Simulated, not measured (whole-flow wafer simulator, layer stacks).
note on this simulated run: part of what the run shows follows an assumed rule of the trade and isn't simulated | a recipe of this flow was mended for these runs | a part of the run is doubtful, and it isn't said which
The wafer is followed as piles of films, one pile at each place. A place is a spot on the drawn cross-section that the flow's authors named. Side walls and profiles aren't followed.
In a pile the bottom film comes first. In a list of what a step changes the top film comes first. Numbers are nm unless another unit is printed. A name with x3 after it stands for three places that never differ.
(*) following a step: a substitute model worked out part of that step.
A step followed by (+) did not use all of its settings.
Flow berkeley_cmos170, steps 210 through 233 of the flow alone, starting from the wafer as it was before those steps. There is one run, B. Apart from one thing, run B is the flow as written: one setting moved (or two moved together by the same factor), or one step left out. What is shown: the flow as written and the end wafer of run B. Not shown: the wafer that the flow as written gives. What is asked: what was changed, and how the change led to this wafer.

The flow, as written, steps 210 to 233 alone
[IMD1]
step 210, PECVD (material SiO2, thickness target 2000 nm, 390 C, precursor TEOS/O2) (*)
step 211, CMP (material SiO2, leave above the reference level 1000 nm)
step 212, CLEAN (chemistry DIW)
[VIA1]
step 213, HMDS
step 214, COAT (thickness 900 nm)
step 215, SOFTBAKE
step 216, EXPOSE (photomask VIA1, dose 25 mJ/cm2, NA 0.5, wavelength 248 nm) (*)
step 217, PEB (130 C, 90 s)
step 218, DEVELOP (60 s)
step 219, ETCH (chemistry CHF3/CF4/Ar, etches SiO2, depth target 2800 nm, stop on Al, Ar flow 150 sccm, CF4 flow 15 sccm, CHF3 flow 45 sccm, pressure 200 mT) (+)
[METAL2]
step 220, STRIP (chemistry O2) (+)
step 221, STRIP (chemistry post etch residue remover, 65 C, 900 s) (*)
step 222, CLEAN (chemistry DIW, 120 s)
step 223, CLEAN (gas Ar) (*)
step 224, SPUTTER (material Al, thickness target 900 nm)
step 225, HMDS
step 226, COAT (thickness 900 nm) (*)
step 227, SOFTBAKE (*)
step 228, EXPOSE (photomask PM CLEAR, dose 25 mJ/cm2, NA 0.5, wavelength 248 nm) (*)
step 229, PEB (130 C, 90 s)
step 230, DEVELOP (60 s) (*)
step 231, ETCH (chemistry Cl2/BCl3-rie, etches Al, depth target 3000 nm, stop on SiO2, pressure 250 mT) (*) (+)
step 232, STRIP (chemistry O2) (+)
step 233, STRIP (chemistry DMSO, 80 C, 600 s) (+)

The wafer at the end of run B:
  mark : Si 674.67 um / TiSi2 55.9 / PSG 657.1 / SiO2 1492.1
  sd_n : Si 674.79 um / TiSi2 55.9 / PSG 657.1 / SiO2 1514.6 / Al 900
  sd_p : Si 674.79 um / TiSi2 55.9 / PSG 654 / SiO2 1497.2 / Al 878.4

Cause: step 210, PECVD: thickness target 1520 nm was run, whereas the flow has thickness target 2000 nm; step 231, ETCH: depth target 2280 nm was run, where the flow has depth target 3000 nm.

How this came from the change, step by step:
  step 210, PECVD (material SiO2, thickness target 2000 nm, 390 C, precursor TEOS/O2) (*)
      field, mark, sd_n and 8 more: SiO2 gains 1520 (new film) (in the flow as written it would be: SiO2 gains 2000 (new film))
      sd_p: SiO2 gains 1502.5 (new film) (in the flow as written it would be: SiO2 gains 1975.9 (new film))
      (as well as at 1 more place)
  step 211, CMP (material SiO2, leave above the reference level 1000 nm)
      mark: nothing (in the flow as written it would be: SiO2 loses 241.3)
      sd_n: nothing (in the flow as written it would be: SiO2 loses 365.3)
      (as well as at 11 more places)
  step 214, COAT (thickness 900 nm)
      sd_n: KrF-resist gains 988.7 (new film) (in the flow as written it would be: KrF-resist gains 900 (new film))
      spacer_n: KrF-resist gains 877.7 (new film) (in the flow as written it would be: KrF-resist gains 900 (new film))
      (as well as at 5 more places)
  step 217, PEB (130 C, 90 s)
      contact: KrF-resist loses 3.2 (in the flow as written it would be: KrF-resist loses 2)
  step 220, STRIP (chemistry O2) (+)
      field: KrF-resist loses 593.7 (all of it) (in the flow as written it would be: KrF-resist loses 607.6 (all of it))
      sd_n: KrF-resist loses 696.1 (all of it) (in the flow as written it would be: KrF-resist loses 607.6 (all of it))
      (as well as at 6 more places)
  step 224, SPUTTER (material Al, thickness target 900 nm)
      sd_p: Al gains 878.4 (new film) (in the flow as written it would be: Al gains 900 (new film))
      contact: Al gains 770.7 (new film) (in the flow as written it would be: Al gains 900 (new film))
  step 226, COAT (thickness 900 nm) (*)
      sd_n: KrF-resist gains 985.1 (new film) (in the flow as written it would be: KrF-resist gains 897.3 (new film))
      spacer_n: KrF-resist gains 874.4 (new film) (in the flow as written it would be: KrF-resist gains 899.9 (new film))
      (as well as at 5 more places)
  step 229, PEB (130 C, 90 s)
      contact: KrF-resist loses 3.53 (in the flow as written it would be: KrF-resist loses 1.98)
  step 232, STRIP (chemistry O2) (+)
      field: KrF-resist loses 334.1 (all of it) (in the flow as written it would be: KrF-resist loses 349.7 (all of it))
      sd_n: KrF-resist loses 434.6 (all of it) (in the flow as written it would be: KrF-resist loses 347 (all of it))
      (as well as at 6 more places)
